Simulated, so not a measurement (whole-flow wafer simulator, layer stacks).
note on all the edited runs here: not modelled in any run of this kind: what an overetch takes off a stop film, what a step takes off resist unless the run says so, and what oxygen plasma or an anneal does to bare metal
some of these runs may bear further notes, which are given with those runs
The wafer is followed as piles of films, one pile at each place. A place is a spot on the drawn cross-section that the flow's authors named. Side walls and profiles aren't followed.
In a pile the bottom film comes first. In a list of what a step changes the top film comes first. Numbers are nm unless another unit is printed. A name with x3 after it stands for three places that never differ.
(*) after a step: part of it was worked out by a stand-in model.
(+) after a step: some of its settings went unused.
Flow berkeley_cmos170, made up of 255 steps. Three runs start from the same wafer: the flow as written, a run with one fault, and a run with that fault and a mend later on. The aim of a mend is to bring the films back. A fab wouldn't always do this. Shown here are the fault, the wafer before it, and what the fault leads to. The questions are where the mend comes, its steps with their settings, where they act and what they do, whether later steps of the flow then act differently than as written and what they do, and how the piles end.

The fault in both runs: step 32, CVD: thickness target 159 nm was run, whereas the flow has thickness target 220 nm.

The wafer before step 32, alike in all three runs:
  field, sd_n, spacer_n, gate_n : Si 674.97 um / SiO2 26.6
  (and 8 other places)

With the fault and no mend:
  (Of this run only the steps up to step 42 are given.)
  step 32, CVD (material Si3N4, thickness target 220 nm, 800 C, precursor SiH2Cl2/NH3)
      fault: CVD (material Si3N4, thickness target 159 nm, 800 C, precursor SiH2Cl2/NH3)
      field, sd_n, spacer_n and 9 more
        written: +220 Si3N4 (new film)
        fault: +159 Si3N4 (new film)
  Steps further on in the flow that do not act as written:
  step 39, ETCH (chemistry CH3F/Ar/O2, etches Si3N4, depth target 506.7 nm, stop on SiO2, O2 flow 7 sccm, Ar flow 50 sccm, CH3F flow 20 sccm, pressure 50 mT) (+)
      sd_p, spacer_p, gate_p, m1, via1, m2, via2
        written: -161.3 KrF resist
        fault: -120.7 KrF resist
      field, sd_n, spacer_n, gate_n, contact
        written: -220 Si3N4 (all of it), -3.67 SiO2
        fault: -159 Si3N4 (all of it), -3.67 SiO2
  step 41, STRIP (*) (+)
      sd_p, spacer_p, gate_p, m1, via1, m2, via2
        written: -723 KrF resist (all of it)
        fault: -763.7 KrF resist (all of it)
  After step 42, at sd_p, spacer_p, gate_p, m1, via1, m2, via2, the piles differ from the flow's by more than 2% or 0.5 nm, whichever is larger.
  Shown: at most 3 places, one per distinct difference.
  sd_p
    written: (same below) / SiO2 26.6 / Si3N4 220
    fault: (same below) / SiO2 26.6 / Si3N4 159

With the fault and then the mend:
  The mend follows step 32.
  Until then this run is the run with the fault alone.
  step 32a, CVD (material Si3N4, thickness target 61 nm, 800 C, precursor SiH2Cl2/NH3) (a further turn of the flow's step 32, with different settings)
      field, sd_n, spacer_n and 9 more
        +61 Si3N4
  Later steps of the flow that are run all act as written at every place that is followed.
  By the end, the piles equal the flow's at every place that both follow.
